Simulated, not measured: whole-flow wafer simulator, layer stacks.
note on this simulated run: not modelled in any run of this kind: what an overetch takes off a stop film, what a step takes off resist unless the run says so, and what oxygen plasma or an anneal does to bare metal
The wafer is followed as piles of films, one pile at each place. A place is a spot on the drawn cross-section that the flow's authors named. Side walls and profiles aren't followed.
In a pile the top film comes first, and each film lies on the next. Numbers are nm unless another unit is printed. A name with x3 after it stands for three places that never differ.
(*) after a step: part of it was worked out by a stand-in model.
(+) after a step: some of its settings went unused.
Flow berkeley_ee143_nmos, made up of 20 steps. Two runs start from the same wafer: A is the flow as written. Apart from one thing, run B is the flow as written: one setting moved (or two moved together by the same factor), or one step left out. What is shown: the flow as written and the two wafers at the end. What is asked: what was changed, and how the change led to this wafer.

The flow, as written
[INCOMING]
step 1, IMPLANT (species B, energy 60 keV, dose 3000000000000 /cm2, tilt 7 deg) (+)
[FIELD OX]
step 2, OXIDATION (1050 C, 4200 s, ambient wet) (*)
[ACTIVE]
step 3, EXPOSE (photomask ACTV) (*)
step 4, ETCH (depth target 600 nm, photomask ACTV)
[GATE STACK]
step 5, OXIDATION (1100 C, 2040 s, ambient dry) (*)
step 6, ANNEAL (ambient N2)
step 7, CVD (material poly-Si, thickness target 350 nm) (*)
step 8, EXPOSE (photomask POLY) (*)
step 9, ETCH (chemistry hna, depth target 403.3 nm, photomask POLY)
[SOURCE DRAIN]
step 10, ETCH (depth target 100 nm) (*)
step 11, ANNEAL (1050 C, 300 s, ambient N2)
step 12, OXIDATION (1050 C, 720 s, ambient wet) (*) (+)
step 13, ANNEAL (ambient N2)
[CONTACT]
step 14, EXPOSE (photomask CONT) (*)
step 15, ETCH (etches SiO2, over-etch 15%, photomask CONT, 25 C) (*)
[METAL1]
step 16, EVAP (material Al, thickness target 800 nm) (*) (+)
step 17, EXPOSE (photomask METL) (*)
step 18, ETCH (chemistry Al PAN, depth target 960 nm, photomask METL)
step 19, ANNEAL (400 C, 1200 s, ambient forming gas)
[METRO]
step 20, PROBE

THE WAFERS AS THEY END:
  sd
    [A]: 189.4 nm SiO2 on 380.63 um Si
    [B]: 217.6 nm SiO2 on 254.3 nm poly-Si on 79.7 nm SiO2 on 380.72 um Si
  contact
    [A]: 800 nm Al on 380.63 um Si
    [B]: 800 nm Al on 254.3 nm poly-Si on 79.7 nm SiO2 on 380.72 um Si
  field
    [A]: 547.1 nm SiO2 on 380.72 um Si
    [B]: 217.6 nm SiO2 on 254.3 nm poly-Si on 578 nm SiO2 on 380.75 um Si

What caused this: step 9, ETCH: chemistry hna, depth target 403.3 nm, photomask POLY, was omitted.

Step by step, how the change led to this:
  step 10, ETCH (depth target 100 nm) (*)
      sd, contact: A SiO2 loses 79.7 (all of it) | B nothing
      field: A SiO2 loses 100 | B nothing
  step 12, OXIDATION (1050 C, 720 s, ambient wet) (*) (+)
      sd, contact: A SiO2 gains 189.4 (new film), Si loses 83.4 | B SiO2 gains 217.6 (new film), poly-Si loses 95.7
      field: A SiO2 gains 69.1, Si loses 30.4 | B SiO2 gains 217.6 (new film), poly-Si loses 95.7
  step 15, ETCH (etches SiO2, over-etch 15%, photomask CONT, 25 C) (*)
      contact: A SiO2 loses 189.4 (all of it) | B SiO2 loses 217.6 (all of it)
